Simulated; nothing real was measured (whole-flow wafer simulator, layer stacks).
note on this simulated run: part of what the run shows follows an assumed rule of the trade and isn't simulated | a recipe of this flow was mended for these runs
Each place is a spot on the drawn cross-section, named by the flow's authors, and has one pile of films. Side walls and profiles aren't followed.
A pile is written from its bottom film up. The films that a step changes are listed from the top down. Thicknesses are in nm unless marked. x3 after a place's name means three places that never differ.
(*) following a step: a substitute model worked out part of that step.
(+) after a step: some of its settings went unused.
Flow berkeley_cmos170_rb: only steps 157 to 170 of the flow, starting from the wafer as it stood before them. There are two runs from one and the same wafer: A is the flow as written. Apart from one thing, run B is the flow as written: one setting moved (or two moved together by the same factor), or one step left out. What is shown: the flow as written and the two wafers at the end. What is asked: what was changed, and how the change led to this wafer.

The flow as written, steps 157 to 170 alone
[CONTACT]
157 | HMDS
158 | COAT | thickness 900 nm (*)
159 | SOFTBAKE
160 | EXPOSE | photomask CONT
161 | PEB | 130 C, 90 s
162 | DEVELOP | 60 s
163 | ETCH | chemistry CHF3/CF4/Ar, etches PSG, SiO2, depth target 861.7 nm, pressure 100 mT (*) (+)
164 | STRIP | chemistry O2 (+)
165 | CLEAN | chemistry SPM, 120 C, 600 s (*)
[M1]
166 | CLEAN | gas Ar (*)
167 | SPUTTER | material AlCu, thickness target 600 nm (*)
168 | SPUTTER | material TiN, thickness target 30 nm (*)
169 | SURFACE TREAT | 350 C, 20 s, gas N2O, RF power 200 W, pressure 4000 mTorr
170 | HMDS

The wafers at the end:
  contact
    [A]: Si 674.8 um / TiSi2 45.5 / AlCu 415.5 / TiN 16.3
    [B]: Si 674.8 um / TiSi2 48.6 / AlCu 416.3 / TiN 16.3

What caused this: step 163, ETCH: depth target 799.6 nm was run, whereas the flow has depth target 861.7 nm.

Step by step, how the change led to this:
  163 | ETCH | chemistry CHF3/CF4/Ar, etches PSG, SiO2, depth target 861.7 nm, pressure 100 mT (*) (+)
      field, sd_n, spacer_n, gate, sd_p, spacer_p, gate_p, m1: A KrF-resist loses 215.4 | B KrF-resist loses 199.9
      contact: A PSG loses 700 (all of it), TiSi2 loses 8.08 | B PSG loses 700 (all of it), TiSi2 loses 4.98
  164 | STRIP | chemistry O2 (+)
      field: A KrF-resist loses 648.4 (all of it) | B KrF-resist loses 663.9 (all of it)
      spacer_n: A KrF-resist loses 598.3 (all of it) | B KrF-resist loses 613.8 (all of it)
      (also at 3 further places)
